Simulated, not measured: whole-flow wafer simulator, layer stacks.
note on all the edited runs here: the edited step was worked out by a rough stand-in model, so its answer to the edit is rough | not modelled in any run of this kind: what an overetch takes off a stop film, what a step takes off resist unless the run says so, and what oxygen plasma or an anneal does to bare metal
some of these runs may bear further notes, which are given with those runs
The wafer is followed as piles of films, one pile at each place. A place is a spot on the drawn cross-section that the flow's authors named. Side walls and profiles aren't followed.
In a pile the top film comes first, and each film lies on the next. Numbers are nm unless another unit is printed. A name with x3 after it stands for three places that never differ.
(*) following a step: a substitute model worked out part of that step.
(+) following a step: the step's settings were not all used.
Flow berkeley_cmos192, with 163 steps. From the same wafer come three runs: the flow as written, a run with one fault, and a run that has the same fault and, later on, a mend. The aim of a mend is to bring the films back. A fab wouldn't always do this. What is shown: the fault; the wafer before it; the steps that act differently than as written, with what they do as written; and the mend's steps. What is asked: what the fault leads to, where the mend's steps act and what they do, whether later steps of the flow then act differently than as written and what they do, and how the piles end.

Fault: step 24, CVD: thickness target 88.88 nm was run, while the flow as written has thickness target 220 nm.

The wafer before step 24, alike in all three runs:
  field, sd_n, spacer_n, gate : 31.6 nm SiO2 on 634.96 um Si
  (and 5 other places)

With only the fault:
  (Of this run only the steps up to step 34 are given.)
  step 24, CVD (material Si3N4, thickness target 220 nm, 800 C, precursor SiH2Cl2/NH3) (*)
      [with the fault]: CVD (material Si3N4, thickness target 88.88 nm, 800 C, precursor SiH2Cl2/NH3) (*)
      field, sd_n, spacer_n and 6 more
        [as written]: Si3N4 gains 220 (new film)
        [with the fault]: Si3N4 gains 88.9 (new film)
  Steps later in the flow that act otherwise than as written:
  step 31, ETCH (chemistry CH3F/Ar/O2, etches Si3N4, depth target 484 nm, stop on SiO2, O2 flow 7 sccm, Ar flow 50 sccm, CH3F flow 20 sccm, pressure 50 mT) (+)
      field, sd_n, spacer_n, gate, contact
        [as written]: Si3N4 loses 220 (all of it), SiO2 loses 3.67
        [with the fault]: Si3N4 loses 88.9 (all of it), SiO2 loses 3.67
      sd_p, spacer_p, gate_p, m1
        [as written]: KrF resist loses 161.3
        [with the fault]: KrF resist loses 73.9
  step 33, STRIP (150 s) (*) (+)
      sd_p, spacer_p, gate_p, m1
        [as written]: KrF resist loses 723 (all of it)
        [with the fault]: KrF resist loses 810.4 (all of it)
  After step 34, at sd_p, spacer_p, gate_p, m1, the piles differ from the flow's by more than 2% or 0.5 nm, whichever is larger.
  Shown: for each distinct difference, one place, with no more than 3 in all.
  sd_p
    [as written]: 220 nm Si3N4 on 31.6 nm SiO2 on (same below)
    [with the fault]: 88.9 nm Si3N4 on 31.6 nm SiO2 on (same below)

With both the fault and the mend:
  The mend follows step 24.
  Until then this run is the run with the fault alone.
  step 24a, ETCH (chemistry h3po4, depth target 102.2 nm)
      field, sd_n, spacer_n and 6 more
        Si3N4 loses 88.9 (all of it)
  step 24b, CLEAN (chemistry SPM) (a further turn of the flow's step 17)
      does not change any film at any place that is followed
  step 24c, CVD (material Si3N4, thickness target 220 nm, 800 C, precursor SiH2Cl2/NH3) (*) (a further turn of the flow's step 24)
      field, sd_n, spacer_n and 6 more
        Si3N4 gains 220 (new film)
  Later steps of the flow that are run all act as written at every place that is followed.
  At every place that both follow, the piles at the end match the flow's.
